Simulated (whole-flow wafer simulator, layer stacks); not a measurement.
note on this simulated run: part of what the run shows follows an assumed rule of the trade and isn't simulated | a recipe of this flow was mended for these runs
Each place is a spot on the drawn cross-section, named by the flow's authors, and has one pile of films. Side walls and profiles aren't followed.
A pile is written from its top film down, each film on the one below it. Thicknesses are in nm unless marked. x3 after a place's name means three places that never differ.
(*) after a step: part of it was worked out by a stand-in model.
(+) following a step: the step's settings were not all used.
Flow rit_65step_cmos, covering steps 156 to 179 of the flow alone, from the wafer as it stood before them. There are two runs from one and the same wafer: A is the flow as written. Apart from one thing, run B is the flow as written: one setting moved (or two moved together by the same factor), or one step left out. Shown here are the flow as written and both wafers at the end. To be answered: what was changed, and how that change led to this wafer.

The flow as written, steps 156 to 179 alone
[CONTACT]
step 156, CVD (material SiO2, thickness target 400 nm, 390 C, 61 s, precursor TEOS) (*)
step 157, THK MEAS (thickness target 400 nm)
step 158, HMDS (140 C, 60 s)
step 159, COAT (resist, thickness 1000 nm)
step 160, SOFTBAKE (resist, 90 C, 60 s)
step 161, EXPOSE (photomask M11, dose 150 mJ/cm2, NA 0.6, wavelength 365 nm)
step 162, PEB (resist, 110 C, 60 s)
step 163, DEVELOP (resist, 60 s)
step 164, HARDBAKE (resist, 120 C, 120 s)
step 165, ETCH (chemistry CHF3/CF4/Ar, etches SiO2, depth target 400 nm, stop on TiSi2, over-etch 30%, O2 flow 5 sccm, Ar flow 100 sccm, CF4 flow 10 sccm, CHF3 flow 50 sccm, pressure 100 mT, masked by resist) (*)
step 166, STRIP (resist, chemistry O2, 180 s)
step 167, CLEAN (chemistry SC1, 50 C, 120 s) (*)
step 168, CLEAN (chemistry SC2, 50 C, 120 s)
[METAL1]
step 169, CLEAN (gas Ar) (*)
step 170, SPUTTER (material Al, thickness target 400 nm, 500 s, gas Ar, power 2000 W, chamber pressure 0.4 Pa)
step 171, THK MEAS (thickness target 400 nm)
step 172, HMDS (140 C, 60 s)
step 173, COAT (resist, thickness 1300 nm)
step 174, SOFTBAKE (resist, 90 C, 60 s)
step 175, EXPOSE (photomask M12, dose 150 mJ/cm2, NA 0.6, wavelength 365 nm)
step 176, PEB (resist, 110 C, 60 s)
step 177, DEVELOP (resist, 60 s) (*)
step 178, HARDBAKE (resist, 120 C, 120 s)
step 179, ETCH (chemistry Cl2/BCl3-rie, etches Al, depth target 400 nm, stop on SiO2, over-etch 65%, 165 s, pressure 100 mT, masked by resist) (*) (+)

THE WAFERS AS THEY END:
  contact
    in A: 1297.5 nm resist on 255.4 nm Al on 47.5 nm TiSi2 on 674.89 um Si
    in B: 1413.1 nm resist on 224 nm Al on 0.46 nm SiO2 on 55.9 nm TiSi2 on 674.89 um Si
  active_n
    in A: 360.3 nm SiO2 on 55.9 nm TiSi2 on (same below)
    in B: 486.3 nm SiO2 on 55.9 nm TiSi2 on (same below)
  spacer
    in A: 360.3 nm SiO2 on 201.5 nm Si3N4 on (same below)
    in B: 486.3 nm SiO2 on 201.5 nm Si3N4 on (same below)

Cause: step 156, CVD: thickness target 526 nm was run, while the flow as written has thickness target 400 nm; step 156, CVD: 80 s was run, where the flow has 61 s.

How this came from the change, step by step:
  step 156, CVD (material SiO2, thickness target 400 nm, 390 C, 61 s, precursor TEOS) (*)
      active_n, active_p, gate_n and 7 more: A +400 SiO2 (new film) | B +526 SiO2 (new film)
      field, field_pw, field_nw, field_p: A +400 SiO2 | B +526 SiO2
  step 165, ETCH (chemistry CHF3/CF4/Ar, etches SiO2, depth target 400 nm, stop on TiSi2, over-etch 30%, O2 flow 5 sccm, Ar flow 100 sccm, CF4 flow 10 sccm, CHF3 flow 50 sccm, pressure 100 mT, masked by resist) (*)
      contact: A -400 SiO2 (all of it), -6 TiSi2 | B -520 SiO2
  step 169, CLEAN (gas Ar) (*)
      contact: A -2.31 TiSi2 | B -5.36 SiO2
  step 170, SPUTTER (material Al, thickness target 400 nm, 500 s, gas Ar, power 2000 W, chamber pressure 0.4 Pa)
      contact: A +255.4 Al (new film) | B +224 Al (new film)
  step 173, COAT (resist, thickness 1300 nm)
      contact: A +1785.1 resist (new film) | B +1913.1 resist (new film)
  step 176, PEB (resist, 110 C, 60 s)
      contact: A -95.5 resist | B -102.8 resist
  step 178, HARDBAKE (resist, 120 C, 120 s)
      contact: A -62.1 resist | B -67.2 resist
